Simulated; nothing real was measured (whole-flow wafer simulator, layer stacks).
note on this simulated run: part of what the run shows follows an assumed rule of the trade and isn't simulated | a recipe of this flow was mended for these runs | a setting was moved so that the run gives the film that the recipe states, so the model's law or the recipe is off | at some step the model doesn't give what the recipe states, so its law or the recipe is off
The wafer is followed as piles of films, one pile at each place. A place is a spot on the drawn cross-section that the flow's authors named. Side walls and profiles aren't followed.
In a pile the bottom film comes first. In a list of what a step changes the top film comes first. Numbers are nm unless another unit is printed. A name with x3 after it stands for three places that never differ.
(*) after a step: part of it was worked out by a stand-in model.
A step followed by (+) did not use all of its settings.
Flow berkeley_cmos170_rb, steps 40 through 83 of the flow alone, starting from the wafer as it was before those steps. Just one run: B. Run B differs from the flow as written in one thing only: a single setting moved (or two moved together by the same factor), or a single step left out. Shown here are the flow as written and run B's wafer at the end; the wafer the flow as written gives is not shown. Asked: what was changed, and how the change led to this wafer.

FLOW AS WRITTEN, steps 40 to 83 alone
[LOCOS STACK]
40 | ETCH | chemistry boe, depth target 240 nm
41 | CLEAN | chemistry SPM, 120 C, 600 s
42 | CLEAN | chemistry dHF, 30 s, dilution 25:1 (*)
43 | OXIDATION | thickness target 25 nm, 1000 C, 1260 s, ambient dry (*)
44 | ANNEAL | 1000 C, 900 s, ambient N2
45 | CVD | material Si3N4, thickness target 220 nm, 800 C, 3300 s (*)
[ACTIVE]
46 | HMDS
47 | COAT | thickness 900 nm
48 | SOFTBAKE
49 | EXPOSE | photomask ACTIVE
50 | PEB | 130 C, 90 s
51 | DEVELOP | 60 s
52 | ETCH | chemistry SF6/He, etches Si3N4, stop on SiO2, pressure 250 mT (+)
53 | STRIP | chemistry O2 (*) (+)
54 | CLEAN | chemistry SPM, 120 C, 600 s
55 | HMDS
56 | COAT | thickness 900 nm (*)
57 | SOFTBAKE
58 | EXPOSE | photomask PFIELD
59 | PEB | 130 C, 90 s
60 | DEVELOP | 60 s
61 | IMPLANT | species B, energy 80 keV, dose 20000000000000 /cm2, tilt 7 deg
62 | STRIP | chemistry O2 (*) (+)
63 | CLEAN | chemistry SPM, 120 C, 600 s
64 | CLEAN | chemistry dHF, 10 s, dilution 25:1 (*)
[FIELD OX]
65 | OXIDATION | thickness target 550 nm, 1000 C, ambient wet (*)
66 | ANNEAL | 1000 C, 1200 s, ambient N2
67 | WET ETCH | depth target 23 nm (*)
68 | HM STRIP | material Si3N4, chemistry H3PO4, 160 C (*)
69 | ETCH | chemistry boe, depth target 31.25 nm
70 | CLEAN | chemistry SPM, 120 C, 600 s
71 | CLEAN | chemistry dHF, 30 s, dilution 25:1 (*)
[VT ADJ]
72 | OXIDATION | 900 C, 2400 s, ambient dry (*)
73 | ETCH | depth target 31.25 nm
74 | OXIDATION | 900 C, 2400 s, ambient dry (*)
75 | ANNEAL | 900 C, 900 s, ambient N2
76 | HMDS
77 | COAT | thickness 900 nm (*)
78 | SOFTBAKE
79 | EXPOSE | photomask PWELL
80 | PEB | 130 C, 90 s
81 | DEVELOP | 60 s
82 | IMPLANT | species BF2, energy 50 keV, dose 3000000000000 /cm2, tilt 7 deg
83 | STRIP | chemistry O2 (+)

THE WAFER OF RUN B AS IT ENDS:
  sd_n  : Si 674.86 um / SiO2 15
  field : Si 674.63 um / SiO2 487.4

What caused this: step 69, ETCH: depth target 6.25 nm was run, while the flow as written has depth target 31.25 nm.

The path from the change to this, step by step:
  69 | ETCH | chemistry boe, depth target 31.25 nm
      spacer_n, spacer_p, gate_p, contact, m1: SiO2 loses 6.25 (as written it would have been: SiO2 loses 23.2 (all of it))
      gate, sd_p: SiO2 loses 6.25 (as written it would have been: SiO2 loses 23.3 (all of it))
      (also at 2 further places)
  70 | CLEAN | chemistry SPM, 120 C, 600 s
      sd_n, spacer_n, gate, sd_p, spacer_p, gate_p, contact, m1: nothing (as written it would have been: chemical SiO2 gains 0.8 (new film), Si loses 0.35)
  71 | CLEAN | chemistry dHF, 30 s, dilution 25:1 (*)
      sd_n, spacer_n, gate, sd_p, spacer_p, gate_p, contact, m1: SiO2 loses 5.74 (as written it would have been: chemical SiO2 loses 0.8 (all of it))
  72 | OXIDATION | 900 C, 2400 s, ambient dry (*)
      spacer_n, spacer_p, gate_p, contact, m1: SiO2 gains 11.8, Si loses 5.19 (as written it would have been: SiO2 gains 15 (new film), Si loses 6.62)
      gate, sd_p: SiO2 gains 11.8, Si loses 5.18 (as written it would have been: SiO2 gains 15 (new film), Si loses 6.62)
      (also at 1 further place)
  73 | ETCH | depth target 31.25 nm
      spacer_n, spacer_p, gate_p, contact, m1: SiO2 loses 23 (all of it) (as written it would have been: SiO2 loses 15 (all of it))
      gate, sd_p: SiO2 loses 23.1 (all of it) (as written it would have been: SiO2 loses 15 (all of it))
      (also at 1 further place)
